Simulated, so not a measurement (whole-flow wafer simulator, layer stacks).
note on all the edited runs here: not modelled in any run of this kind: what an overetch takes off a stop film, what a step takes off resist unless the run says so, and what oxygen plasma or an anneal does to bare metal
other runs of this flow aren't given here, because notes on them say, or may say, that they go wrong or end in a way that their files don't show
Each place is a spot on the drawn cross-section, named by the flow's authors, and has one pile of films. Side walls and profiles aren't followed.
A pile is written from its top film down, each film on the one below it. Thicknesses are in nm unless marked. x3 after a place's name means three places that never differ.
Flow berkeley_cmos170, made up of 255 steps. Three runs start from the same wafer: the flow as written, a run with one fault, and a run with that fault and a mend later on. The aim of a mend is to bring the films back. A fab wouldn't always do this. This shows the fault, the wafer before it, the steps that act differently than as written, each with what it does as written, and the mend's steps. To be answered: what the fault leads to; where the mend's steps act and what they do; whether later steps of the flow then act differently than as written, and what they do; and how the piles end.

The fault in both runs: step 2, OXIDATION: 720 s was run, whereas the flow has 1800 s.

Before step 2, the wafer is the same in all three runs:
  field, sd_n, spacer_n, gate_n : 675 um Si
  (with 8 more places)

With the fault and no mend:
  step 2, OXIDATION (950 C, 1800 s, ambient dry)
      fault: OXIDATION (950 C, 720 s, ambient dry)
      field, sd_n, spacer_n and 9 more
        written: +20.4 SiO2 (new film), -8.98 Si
        fault: +11.7 SiO2 (new film), -5.14 Si
  Later steps of the flow acting differently than as written:
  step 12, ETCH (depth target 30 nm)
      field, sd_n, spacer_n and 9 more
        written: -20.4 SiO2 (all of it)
        fault: -11.7 SiO2 (all of it)
  When the end is reached, the piles differ only a little from the flow's at the places that both follow, at most by 2% or 0.5 nm, whichever is larger.

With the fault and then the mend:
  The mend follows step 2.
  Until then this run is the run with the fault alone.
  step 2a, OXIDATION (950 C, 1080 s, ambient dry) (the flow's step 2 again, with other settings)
      field, sd_n, spacer_n and 9 more
        +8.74 SiO2, -3.85 Si
  Every later step of the flow that is run acts as written at every place that is followed.
  By the end, the piles equal the flow's at every place that both follow.
